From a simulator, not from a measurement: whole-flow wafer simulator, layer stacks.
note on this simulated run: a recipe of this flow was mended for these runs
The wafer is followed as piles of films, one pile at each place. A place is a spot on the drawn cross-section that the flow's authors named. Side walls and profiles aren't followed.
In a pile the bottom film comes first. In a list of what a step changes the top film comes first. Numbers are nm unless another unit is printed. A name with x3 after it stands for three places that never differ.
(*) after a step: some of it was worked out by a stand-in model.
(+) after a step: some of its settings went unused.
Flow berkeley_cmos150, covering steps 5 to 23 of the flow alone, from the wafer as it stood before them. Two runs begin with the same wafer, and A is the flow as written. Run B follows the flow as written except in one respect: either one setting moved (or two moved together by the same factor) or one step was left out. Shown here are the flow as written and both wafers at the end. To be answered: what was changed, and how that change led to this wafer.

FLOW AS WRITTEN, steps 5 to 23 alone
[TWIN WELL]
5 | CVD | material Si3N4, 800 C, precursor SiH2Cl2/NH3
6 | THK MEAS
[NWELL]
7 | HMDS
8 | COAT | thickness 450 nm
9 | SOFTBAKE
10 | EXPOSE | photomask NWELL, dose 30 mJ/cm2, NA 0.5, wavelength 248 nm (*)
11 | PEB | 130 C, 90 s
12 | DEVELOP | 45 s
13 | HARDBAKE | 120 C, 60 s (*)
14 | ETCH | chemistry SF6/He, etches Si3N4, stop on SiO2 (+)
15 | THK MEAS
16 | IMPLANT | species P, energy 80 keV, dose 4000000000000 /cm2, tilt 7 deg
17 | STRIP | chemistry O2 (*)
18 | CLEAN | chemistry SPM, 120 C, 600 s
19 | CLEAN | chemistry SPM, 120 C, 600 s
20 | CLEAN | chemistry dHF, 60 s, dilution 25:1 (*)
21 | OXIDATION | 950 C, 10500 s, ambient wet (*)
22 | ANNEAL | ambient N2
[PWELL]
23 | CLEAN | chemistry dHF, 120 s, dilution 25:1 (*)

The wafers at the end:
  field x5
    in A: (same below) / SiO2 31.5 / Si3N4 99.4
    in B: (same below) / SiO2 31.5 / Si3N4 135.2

The reason: step 5, CVD: 835 C was run, while the flow as written has 800 C.

How this came from the change, step by step:
  5 | CVD | material Si3N4, 800 C, precursor SiH2Cl2/NH3
      field x5, field_p x3: A Si3N4 gains 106 (new film) | B Si3N4 gains 141.9 (new film)
  14 | ETCH | chemistry SF6/He, etches Si3N4, stop on SiO2 (+)
      field x5: A KrF-resist loses 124 | B KrF-resist loses 162.9
      field_p x3: A Si3N4 loses 106 (all of it), SiO2 loses 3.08 | B Si3N4 loses 141.9 (all of it), SiO2 loses 3.08
  17 | STRIP | chemistry O2 (*)
      field x5: A KrF-resist loses 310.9 (all of it) | B KrF-resist loses 271.9 (all of it)
